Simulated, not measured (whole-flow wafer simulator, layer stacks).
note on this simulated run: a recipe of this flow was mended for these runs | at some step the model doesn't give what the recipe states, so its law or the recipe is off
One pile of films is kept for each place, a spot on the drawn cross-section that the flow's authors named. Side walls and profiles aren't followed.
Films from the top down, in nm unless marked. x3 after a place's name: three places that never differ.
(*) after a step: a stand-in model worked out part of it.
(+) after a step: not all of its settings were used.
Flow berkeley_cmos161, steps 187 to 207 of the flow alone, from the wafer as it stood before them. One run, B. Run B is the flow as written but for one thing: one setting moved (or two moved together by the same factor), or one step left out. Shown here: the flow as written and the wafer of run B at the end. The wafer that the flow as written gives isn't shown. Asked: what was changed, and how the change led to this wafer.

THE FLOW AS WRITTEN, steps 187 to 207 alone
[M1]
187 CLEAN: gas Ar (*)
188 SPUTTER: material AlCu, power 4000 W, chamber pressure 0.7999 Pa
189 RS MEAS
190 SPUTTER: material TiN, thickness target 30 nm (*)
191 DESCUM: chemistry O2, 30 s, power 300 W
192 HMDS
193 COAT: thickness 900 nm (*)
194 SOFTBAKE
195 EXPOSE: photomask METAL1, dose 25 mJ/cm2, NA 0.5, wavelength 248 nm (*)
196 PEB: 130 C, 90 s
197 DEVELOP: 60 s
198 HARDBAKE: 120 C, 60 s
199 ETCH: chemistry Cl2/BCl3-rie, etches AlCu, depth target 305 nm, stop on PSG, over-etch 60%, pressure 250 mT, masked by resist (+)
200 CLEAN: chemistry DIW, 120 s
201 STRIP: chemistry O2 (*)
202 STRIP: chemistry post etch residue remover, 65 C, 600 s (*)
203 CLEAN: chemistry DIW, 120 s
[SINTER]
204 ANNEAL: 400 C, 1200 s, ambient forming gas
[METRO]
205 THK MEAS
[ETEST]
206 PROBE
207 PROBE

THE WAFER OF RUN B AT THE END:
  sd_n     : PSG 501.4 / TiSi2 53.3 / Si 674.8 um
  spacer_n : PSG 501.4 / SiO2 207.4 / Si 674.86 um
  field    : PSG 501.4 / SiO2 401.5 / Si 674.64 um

The cause: step 188, SPUTTER: power 1600 W was run, where the flow has power 4000 W.

How the change led to this, step by step:
  188 SPUTTER: material AlCu, power 4000 W, chamber pressure 0.7999 Pa
      field, sd_n, spacer_n, gate_n, spacer_p, gate_p, m1: AlCu +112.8 (new film) (as written it would be: AlCu +275.8 (new film))
      sd_p: AlCu +96.2 (new film) (as written it would be: AlCu +235.4 (new film))
      (and at 1 more place)
  190 SPUTTER: material TiN, thickness target 30 nm (*)
      contact: TiN +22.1 (new film) (as written it would be: TiN +20.6 (new film))
  193 COAT: thickness 900 nm (*)
      contact: KrF-resist +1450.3 (new film) (as written it would be: KrF-resist +1497.7 (new film))
  198 HARDBAKE: 120 C, 60 s
      contact: KrF-resist -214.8 (as written it would be: KrF-resist -221.9)
  199 ETCH: chemistry Cl2/BCl3-rie, etches AlCu, depth target 305 nm, stop on PSG, over-etch 60%, pressure 250 mT, masked by resist (+)
      field, sd_n, spacer_n, gate_n, spacer_p, gate_p: TiN -30 (all of it), AlCu -112.8 (all of it), PSG -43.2 (as written it would be: TiN -30 (all of it), AlCu -275.8 (all of it), PSG -22.8)
      sd_p: TiN -26.4 (all of it), AlCu -96.2 (all of it), PSG -45.7 (as written it would be: TiN -26.1 (all of it), AlCu -235.4 (all of it), PSG -28.3)
  201 STRIP: chemistry O2 (*)
      contact: KrF-resist -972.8 (all of it) (as written it would be: KrF-resist -1013 (all of it))
